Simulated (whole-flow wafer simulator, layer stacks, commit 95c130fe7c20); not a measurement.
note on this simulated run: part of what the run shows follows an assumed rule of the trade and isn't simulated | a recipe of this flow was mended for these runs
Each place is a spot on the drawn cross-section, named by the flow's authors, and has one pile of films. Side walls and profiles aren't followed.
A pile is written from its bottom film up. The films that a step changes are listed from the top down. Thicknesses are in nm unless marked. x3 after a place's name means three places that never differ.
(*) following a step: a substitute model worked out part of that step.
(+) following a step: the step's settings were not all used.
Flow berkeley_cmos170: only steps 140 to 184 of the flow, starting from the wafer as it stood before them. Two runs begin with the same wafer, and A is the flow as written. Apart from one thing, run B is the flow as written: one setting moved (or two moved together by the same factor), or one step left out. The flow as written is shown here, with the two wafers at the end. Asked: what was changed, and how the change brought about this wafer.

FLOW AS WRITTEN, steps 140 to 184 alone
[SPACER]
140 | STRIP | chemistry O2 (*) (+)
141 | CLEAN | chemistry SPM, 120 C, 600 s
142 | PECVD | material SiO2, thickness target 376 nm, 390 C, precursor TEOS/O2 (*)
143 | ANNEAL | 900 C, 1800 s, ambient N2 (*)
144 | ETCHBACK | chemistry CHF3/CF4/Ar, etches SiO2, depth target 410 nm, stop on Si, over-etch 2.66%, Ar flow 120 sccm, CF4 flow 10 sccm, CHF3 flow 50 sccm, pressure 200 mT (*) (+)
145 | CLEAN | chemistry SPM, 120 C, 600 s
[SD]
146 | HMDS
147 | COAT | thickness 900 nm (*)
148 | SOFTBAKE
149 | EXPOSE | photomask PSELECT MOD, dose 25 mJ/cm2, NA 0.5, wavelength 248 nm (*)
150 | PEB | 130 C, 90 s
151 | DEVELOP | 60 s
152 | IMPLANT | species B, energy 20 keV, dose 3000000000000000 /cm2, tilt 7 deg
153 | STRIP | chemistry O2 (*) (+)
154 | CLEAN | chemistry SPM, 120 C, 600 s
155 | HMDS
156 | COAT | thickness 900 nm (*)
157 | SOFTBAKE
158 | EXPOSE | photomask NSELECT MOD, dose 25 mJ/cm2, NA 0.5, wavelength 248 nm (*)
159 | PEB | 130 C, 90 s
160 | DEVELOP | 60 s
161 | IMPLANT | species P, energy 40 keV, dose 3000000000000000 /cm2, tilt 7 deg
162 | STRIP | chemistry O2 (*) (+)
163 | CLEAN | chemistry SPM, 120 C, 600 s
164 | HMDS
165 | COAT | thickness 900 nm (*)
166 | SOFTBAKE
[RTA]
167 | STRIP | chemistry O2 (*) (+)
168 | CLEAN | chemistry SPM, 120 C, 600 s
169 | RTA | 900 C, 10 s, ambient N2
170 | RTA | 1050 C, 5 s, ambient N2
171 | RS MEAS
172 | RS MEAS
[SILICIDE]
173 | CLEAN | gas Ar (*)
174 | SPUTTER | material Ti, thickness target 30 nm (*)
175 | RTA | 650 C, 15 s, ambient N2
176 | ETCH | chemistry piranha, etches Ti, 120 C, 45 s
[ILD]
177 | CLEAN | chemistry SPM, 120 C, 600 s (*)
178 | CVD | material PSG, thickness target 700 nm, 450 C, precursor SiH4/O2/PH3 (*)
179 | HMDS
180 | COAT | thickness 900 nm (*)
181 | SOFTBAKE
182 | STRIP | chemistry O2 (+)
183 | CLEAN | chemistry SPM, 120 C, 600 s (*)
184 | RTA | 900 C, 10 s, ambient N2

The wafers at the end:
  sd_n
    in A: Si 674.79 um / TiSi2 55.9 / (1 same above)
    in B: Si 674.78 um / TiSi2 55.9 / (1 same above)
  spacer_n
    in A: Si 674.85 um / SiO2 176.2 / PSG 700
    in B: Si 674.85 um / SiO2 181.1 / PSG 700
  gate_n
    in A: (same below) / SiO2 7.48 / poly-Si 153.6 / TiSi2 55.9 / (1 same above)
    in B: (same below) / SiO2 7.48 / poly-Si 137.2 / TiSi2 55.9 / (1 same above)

Cause: step 142, PECVD: thickness target 188 nm was run, whereas the flow has thickness target 376 nm.

Step by step, how the change led to this:
  142 | PECVD | material SiO2, thickness target 376 nm, 390 C, precursor TEOS/O2 (*)
      field, mark, sd_n and 8 more: A +376 SiO2 | B +188 SiO2
      gate_n, gate_p: A +376 SiO2 (new film) | B +188 SiO2 (new film)
  143 | ANNEAL | 900 C, 1800 s, ambient N2 (*)
      field, mark, sd_n and 10 more: A -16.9 SiO2 | B -8.46 SiO2
  144 | ETCHBACK | chemistry CHF3/CF4/Ar, etches SiO2, depth target 410 nm, stop on Si, over-etch 2.66%, Ar flow 120 sccm, CF4 flow 10 sccm, CHF3 flow 50 sccm, pressure 200 mT (*) (+)
      spacer_n, spacer_p: A -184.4 SiO2 | B nothing
      mark, sd_n, sd_p, contact, m1, via1, m2, via2: A -366 SiO2 (all of it), -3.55 Si | B -186.4 SiO2 (all of it), -19.9 Si
      (and at 2 other places as well)
  147 | COAT | thickness 900 nm (*)
      field: A +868 KrF-resist (new film) | B +909.4 KrF-resist (new film)
      sd_n: A +982.3 KrF-resist (new film) | B +899.8 KrF-resist (new film)
      (and at 10 other places as well)
  151 | DEVELOP | 60 s
      sd_p: A -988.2 KrF-resist (all of it) | B -921.8 KrF-resist (all of it)
      spacer_p: A -813.2 KrF-resist (all of it) | B -741.4 KrF-resist (all of it)
      (and at 1 other place as well)
  153 | STRIP | chemistry O2 (*) (+)
      gate_n: A -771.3 KrF-resist (all of it), +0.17 chemical SiO2, -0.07 poly-Si | B -715.4 KrF-resist (all of it), +0.16 chemical SiO2
      field: A -851.1 KrF-resist (all of it) | B -892.5 KrF-resist (all of it)
      (and at 7 other places as well)
  156 | COAT | thickness 900 nm (*)
      field: A +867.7 KrF-resist (new film) | B +909.4 KrF-resist (new film)
      sd_n: A +982.3 KrF-resist (new film) | B +899.7 KrF-resist (new film)
      (and at 10 other places as well)
  160 | DEVELOP | 60 s
      sd_n: A -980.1 KrF-resist (all of it) | B -897.7 KrF-resist (all of it)
      spacer_n: A -819.3 KrF-resist (all of it) | B -741.2 KrF-resist (all of it)
      (and at 6 other places as well)
  162 | STRIP | chemistry O2 (*) (+)
      gate_p: A -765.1 KrF-resist (all of it), +0.07 chemical SiO2 | B -715.4 KrF-resist (all of it), +0.07 chemical SiO2, -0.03 poly-Si
      field: A -850.8 KrF-resist (all of it) | B -892.5 KrF-resist (all of it)
      (and at 2 other places as well)
  165 | COAT | thickness 900 nm (*)
      field: A +867.7 KrF-resist (new film) | B +909.5 KrF-resist (new film)
      sd_n: A +982.2 KrF-resist (new film) | B +899.6 KrF-resist (new film)
      (and at 10 other places as well)
  167 | STRIP | chemistry O2 (*) (+)
      gate_n: A -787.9 KrF-resist (all of it), +0.06 chemical SiO2, -0.03 poly-Si | B -731.7 KrF-resist (all of it), +0.06 chemical SiO2
      gate_p: A -781.7 KrF-resist (all of it), +0.06 chemical SiO2, -0.03 poly-Si | B -731.9 KrF-resist (all of it), +0.06 chemical SiO2
      (and at 10 other places as well)
  180 | COAT | thickness 900 nm (*)
      field: A +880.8 KrF-resist (new film) | B +919.4 KrF-resist (new film)
      sd_p: A +1000.7 KrF-resist (new film) | B +931.2 KrF-resist (new film)
      (and at 7 other places as well)
  182 | STRIP | chemistry O2 (+)
      field: A -880.8 KrF-resist (all of it) | B -919.4 KrF-resist (all of it)
      sd_p: A -1000.7 KrF-resist (all of it) | B -931.2 KrF-resist (all of it)
      (and at 7 other places as well)
